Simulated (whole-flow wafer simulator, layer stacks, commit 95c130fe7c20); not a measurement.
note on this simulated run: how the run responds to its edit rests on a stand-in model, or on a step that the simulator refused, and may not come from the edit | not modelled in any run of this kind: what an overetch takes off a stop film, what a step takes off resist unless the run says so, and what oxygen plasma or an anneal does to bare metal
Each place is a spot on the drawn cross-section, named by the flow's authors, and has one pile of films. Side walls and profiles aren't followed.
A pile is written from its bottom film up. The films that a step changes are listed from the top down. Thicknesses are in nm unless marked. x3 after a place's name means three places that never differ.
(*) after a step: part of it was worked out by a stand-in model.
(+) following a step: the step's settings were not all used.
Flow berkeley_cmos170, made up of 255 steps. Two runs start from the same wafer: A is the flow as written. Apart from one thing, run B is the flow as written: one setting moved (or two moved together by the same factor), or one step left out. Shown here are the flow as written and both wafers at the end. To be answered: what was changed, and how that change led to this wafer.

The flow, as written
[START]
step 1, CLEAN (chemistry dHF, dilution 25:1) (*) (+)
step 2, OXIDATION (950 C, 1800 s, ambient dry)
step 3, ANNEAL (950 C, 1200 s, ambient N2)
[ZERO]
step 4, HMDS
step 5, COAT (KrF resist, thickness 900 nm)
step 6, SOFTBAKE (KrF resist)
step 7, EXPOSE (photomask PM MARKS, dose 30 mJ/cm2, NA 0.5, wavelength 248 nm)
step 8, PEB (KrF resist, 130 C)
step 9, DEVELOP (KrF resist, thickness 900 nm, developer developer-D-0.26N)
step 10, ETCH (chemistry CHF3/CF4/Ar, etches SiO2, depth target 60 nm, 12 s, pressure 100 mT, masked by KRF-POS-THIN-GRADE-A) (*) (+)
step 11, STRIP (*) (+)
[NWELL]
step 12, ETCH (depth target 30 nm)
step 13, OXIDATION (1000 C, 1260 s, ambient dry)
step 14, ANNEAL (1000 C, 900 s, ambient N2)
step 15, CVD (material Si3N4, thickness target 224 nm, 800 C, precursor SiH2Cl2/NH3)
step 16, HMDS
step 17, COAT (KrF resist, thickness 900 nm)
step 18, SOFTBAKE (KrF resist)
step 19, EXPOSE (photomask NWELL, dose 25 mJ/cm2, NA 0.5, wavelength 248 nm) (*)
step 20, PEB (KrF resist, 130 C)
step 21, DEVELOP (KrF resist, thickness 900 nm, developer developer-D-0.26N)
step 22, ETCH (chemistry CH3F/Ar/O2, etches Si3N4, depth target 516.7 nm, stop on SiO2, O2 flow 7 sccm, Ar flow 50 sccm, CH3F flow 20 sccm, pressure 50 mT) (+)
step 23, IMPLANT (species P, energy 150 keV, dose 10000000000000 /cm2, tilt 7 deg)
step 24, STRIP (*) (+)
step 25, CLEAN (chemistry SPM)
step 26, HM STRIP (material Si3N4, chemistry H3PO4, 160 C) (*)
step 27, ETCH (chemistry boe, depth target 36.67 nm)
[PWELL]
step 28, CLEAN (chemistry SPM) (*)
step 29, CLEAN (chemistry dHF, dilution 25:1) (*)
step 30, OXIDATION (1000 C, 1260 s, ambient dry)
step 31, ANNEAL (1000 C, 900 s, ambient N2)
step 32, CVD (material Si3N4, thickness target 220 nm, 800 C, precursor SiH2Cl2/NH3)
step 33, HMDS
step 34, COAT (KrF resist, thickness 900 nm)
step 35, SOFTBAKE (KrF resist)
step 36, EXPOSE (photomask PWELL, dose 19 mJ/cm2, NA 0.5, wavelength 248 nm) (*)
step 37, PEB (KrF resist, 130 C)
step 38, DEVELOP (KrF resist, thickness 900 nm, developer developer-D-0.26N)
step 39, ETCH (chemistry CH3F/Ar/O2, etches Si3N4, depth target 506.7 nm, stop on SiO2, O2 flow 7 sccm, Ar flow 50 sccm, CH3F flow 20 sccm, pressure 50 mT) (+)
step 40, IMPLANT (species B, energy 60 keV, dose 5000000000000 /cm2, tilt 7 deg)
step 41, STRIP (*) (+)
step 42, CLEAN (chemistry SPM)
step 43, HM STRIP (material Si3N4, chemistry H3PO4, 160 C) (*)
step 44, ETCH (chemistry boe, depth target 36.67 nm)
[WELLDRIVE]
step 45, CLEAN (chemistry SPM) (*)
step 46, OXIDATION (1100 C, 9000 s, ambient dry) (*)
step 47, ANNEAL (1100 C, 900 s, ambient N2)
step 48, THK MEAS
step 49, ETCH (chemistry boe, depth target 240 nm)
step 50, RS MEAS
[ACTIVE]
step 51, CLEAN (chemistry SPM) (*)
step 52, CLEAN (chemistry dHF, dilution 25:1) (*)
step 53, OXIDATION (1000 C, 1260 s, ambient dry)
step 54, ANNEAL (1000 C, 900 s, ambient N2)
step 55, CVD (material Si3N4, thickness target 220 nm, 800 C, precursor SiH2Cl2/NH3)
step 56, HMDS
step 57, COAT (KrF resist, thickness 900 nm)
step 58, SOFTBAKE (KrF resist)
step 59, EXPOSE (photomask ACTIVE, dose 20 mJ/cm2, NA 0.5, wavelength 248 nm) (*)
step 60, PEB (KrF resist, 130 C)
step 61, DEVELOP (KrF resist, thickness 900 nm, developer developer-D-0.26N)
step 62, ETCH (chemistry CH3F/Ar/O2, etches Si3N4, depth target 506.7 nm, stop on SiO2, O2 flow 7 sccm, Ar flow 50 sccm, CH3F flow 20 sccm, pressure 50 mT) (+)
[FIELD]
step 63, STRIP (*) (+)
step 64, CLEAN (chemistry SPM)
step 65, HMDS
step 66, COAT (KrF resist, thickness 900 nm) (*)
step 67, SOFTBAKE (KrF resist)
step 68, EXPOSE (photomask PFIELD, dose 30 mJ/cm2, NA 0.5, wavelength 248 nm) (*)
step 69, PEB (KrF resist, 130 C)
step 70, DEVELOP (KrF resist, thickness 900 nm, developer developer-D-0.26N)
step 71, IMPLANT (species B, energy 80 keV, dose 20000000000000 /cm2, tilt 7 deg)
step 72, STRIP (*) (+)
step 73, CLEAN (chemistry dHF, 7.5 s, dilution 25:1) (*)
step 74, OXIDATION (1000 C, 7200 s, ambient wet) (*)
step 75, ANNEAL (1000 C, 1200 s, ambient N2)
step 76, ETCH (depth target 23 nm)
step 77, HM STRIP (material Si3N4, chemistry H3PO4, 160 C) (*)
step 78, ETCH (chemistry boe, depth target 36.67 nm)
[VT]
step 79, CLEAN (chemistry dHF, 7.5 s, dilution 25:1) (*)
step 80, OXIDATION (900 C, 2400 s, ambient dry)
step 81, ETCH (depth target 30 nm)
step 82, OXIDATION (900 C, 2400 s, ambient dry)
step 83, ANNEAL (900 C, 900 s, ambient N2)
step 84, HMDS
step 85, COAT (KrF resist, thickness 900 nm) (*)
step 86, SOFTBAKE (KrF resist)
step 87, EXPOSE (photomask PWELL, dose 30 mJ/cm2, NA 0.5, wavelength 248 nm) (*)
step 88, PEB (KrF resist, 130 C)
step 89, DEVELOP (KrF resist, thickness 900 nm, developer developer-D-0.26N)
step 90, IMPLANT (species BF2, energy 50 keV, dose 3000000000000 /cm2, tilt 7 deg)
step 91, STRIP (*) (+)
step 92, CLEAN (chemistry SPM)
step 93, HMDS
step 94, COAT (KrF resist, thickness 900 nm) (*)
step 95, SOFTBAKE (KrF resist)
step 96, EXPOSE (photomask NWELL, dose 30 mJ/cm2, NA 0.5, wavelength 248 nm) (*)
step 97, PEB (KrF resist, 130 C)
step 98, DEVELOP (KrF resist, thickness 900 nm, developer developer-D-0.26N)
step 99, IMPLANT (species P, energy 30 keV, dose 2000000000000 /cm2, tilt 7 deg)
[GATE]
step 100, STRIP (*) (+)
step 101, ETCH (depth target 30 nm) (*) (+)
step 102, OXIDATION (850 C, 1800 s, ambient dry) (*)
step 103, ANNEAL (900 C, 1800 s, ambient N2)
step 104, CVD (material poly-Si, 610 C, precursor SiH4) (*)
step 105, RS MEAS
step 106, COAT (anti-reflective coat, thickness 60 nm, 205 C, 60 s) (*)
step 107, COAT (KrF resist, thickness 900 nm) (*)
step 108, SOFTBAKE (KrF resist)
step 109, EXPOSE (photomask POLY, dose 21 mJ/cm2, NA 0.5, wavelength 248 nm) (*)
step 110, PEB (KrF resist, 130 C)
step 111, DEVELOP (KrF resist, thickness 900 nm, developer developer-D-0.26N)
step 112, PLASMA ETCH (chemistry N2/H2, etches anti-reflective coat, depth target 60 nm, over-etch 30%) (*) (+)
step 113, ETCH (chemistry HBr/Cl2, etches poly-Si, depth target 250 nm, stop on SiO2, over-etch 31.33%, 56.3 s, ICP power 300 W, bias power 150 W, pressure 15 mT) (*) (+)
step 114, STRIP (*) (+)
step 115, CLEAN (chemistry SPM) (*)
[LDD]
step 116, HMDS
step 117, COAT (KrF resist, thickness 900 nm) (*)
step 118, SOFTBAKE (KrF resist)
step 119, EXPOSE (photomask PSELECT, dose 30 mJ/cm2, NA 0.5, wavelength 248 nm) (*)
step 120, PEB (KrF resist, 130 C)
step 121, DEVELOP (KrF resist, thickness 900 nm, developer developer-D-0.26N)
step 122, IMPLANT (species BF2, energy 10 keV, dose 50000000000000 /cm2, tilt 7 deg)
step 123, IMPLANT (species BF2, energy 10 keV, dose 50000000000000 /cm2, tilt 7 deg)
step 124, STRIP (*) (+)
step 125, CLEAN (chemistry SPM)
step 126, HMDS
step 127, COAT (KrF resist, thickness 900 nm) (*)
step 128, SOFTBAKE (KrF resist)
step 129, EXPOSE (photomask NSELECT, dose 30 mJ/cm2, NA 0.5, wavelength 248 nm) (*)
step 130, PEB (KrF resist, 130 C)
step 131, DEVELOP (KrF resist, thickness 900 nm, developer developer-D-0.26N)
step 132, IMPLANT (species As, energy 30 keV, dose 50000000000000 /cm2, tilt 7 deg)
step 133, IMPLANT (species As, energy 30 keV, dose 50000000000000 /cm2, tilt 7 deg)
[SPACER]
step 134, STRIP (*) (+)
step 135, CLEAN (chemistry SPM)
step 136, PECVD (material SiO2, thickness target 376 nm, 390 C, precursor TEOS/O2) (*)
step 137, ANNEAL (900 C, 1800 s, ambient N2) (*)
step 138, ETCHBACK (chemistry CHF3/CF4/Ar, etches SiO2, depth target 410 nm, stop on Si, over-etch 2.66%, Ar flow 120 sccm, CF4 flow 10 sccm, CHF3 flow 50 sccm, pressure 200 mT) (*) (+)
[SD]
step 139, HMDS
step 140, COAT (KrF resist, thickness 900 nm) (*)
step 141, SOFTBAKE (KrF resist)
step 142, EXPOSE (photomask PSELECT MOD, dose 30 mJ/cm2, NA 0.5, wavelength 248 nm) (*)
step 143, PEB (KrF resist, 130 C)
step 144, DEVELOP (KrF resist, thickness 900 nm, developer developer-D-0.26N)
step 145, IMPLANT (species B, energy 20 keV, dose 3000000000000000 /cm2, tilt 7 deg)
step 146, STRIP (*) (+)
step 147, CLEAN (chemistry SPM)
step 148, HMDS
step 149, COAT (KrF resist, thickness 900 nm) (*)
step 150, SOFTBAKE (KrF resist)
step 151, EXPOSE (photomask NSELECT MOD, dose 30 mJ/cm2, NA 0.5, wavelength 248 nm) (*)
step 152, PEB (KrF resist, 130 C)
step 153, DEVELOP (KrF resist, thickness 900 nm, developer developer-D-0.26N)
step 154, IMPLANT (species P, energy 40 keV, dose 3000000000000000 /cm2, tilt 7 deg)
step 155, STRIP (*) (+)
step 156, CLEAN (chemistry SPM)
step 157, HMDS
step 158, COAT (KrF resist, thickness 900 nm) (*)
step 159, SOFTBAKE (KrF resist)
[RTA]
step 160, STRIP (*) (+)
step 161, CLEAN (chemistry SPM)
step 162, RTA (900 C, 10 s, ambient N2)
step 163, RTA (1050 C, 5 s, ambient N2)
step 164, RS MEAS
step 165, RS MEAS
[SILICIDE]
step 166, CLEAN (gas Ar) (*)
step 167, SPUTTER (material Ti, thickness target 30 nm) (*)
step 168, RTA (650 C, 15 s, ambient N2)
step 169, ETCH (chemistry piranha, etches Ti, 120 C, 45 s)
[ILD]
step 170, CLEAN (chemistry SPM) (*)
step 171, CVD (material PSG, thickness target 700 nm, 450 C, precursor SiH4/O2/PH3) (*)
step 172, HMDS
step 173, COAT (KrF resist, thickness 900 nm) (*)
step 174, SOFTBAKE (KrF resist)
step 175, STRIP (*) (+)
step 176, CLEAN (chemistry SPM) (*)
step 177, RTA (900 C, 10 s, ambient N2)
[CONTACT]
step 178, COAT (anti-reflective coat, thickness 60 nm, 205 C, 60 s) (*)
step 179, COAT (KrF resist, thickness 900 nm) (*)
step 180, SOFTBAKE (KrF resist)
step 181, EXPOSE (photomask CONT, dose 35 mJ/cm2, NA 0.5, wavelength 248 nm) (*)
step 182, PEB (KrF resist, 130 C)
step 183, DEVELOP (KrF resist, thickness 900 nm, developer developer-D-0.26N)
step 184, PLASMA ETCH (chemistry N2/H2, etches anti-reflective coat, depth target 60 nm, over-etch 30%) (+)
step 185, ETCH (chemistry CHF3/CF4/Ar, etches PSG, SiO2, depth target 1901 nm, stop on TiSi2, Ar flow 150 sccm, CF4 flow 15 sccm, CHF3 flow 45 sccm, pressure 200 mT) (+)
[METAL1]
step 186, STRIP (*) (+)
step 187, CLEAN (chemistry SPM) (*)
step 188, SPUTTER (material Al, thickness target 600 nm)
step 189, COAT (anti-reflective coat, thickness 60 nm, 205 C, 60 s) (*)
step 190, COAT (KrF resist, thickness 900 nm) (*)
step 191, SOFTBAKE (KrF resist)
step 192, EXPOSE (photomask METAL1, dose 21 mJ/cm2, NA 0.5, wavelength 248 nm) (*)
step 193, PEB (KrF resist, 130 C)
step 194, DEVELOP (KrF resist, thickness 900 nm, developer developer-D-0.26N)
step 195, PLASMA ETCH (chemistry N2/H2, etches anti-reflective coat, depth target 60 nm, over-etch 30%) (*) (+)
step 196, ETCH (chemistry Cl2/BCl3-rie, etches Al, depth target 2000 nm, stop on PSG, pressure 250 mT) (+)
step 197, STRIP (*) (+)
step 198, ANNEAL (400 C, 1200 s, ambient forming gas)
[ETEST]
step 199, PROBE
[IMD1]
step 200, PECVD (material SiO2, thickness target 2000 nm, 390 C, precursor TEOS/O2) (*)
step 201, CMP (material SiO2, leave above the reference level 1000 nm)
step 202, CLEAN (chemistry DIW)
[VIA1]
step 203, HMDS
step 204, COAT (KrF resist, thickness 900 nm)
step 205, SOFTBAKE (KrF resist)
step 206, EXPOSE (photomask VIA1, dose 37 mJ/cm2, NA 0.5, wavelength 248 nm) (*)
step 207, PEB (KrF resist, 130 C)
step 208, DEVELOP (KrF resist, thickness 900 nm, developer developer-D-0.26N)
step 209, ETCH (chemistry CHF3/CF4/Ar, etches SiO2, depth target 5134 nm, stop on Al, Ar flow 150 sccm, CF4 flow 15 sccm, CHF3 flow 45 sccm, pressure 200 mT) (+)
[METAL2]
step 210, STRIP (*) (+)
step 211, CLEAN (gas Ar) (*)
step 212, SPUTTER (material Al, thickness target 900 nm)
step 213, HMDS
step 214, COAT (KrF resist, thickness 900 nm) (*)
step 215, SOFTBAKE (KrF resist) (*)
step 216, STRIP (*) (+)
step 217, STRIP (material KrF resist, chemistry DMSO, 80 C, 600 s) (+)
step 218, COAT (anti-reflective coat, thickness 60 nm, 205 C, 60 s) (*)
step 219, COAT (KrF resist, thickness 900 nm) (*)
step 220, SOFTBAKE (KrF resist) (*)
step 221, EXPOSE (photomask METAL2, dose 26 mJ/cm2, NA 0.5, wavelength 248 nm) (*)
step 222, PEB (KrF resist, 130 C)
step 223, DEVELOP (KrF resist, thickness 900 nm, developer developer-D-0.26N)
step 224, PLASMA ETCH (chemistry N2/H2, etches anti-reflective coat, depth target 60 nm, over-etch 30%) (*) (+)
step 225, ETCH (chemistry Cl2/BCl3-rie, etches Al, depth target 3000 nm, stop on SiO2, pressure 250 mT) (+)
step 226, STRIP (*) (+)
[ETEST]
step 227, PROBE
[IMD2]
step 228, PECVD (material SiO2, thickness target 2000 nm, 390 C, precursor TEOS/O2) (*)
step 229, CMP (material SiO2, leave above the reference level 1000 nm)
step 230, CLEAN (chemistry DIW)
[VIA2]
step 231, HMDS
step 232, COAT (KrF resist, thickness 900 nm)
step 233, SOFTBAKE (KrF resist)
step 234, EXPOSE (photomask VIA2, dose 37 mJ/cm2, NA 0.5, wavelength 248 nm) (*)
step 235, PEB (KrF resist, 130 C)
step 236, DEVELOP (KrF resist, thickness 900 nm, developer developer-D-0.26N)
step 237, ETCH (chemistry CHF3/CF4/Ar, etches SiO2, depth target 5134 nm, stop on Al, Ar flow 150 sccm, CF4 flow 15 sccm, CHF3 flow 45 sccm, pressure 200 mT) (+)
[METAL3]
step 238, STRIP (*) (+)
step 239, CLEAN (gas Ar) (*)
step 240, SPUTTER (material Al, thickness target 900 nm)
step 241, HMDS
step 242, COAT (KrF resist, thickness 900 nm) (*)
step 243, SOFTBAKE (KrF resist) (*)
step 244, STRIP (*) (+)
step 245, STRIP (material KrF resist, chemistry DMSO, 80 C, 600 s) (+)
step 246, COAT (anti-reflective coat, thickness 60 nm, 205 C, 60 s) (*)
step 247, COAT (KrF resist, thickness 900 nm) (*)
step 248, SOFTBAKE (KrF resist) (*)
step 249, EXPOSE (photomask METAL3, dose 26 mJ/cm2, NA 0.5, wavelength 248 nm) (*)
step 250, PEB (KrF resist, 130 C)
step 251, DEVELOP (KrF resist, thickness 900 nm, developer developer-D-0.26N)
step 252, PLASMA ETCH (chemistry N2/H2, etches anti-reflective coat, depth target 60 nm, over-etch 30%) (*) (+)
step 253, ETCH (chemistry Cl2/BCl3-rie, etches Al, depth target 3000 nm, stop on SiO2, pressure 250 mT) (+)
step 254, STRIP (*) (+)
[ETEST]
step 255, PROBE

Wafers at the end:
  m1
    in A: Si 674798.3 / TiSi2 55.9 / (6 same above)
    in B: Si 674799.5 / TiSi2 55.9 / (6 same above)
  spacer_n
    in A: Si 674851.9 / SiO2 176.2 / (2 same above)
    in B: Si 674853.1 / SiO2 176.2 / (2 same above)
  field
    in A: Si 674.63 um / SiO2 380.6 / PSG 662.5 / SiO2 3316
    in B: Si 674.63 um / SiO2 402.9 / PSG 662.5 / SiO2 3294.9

What caused this: step 78, ETCH: depth target 14.23 nm was run, whereas the flow has depth target 36.67 nm.

How this came from the change, step by step:
  step 78, ETCH (chemistry boe, depth target 36.67 nm)
      sd_n, spacer_n, gate_n and 8 more: A -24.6 SiO2 (all of it) | B -14.2 SiO2
      field: A -36.7 SiO2 | B -14.2 SiO2
  step 79, CLEAN (chemistry dHF, 7.5 s, dilution 25:1) (*)
      sd_n, spacer_n, gate_n and 8 more: A nothing | B -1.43 SiO2
  step 80, OXIDATION (900 C, 2400 s, ambient dry)
      sd_n, spacer_n, gate_n and 8 more: A +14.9 SiO2 (new film), -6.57 Si | B +12.2 SiO2, -5.36 Si
  step 81, ETCH (depth target 30 nm)
      sd_n, spacer_n, gate_n and 8 more: A -14.9 SiO2 (all of it) | B -21.1 SiO2 (all of it)
  step 106, COAT (anti-reflective coat, thickness 60 nm, 205 C, 60 s) (*)
      field: A +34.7 anti-reflective coat (new film) | B +35.5 anti-reflective coat (new film)
      sd_n: A +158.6 anti-reflective coat (new film) | B +178.2 anti-reflective coat (new film)
      (also at 9 further places)
  step 112, PLASMA ETCH (chemistry N2/H2, etches anti-reflective coat, depth target 60 nm, over-etch 30%) (*) (+)
      field: A -34.7 anti-reflective coat (all of it), -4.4 poly-Si | B -35.5 anti-reflective coat (all of it), -5.03 poly-Si
      sd_n: A -158.6 anti-reflective coat (all of it), -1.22 poly-Si | B -178.2 anti-reflective coat (all of it), -1.37 poly-Si
      (also at 8 further places)
  step 114, STRIP (*) (+)
      gate_n: A +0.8 chemical SiO2 (new film), -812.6 KrF resist (all of it), -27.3 anti-reflective coat (all of it), -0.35 poly-Si | B +0.8 chemical SiO2 (new film), -831.5 KrF resist (all of it), -22.4 anti-reflective coat (all of it), -0.35 poly-Si
      gate_p: A +0.8 chemical SiO2 (new film), -782.1 KrF resist (all of it), -29.6 anti-reflective coat (all of it), -0.35 poly-Si | B +0.8 chemical SiO2 (new film), -792.6 KrF resist (all of it), -27.1 anti-reflective coat (all of it), -0.35 poly-Si
  step 178, COAT (anti-reflective coat, thickness 60 nm, 205 C, 60 s) (*)
      sd_n: A +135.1 anti-reflective coat (new film) | B +149.1 anti-reflective coat (new film)
      spacer_n: A +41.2 anti-reflective coat (new film) | B +42.2 anti-reflective coat (new film)
      (also at 5 further places)
  step 184, PLASMA ETCH (chemistry N2/H2, etches anti-reflective coat, depth target 60 nm, over-etch 30%) (+)
      field, sd_n, spacer_n and 8 more: A -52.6 KrF resist | B -53.9 KrF resist
      contact: A -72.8 anti-reflective coat (all of it), -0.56 PSG | B -74.6 anti-reflective coat (all of it), -0.57 PSG
  step 186, STRIP (*) (+)
      sd_n: A -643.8 KrF resist (all of it), -135.1 anti-reflective coat (all of it) | B -641.1 KrF resist (all of it), -149.1 anti-reflective coat (all of it)
      spacer_n: A -599.1 KrF resist (all of it), -41.2 anti-reflective coat (all of it) | B -609.7 KrF resist (all of it), -42.2 anti-reflective coat (all of it)
      (also at 4 further places)
  step 189, COAT (anti-reflective coat, thickness 60 nm, 205 C, 60 s) (*)
      spacer_n: A +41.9 anti-reflective coat (new film) | B +42.8 anti-reflective coat (new film)
      gate_n: A +48 anti-reflective coat (new film) | B +49.6 anti-reflective coat (new film)
      (also at 4 further places)
  step 195, PLASMA ETCH (chemistry N2/H2, etches anti-reflective coat, depth target 60 nm, over-etch 30%) (*) (+)
      contact, m1, via1, m2, via2: A -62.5 KrF resist | B -64.5 KrF resist
      spacer_n: A -41.9 anti-reflective coat (all of it) | B -42.8 anti-reflective coat (all of it)
      (also at 4 further places)
  step 196, ETCH (chemistry Cl2/BCl3-rie, etches Al, depth target 2000 nm, stop on PSG, pressure 250 mT) (+)
      sd_p: A -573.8 Al (all of it), -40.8 PSG | B -565.9 Al (all of it), -41.8 PSG
  step 197, STRIP (*) (+)
      m2: A -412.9 KrF resist (all of it), -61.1 anti-reflective coat (all of it) | B -419.5 KrF resist (all of it), -58.3 anti-reflective coat (all of it)
  step 201, CMP (material SiO2, leave above the reference level 1000 nm)
      field: A -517 SiO2 | B -538.1 SiO2
